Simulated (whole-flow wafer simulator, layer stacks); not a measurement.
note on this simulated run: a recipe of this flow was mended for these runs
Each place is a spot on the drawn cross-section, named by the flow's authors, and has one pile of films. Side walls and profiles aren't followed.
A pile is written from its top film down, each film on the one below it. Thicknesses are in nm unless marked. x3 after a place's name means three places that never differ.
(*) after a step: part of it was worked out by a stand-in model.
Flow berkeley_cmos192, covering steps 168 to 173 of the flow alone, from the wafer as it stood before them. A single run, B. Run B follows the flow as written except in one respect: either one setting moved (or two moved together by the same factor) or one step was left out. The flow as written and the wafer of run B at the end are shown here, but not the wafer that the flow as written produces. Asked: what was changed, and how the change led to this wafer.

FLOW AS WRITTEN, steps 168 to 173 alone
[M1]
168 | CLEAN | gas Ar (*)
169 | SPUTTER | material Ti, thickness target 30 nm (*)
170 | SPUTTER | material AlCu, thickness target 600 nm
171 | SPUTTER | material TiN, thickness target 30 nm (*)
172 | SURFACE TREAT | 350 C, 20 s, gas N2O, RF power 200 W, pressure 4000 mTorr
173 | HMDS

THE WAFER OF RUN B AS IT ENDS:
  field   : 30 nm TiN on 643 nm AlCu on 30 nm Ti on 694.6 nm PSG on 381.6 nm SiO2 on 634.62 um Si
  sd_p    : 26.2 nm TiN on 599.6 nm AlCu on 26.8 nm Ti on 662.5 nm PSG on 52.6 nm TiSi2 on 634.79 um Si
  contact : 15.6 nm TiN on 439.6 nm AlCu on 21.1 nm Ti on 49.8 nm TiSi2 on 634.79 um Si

What caused this: step 170, SPUTTER: thickness target 643 nm was run, whereas the flow has thickness target 600 nm.
One can read it off the wafer: field has AlCu 643, and step 170 as written asks for 600 nm.

The path from the change to this, step by step:
  170 | SPUTTER | material AlCu, thickness target 600 nm
      field, sd_n, spacer_n, gate, spacer_p, gate_p, m1: +643 AlCu (new film) (as written it would have been: +600 AlCu (new film))
      sd_p: +599.6 AlCu (new film) (as written it would have been: +557.4 AlCu (new film))
      (also at 1 further place)
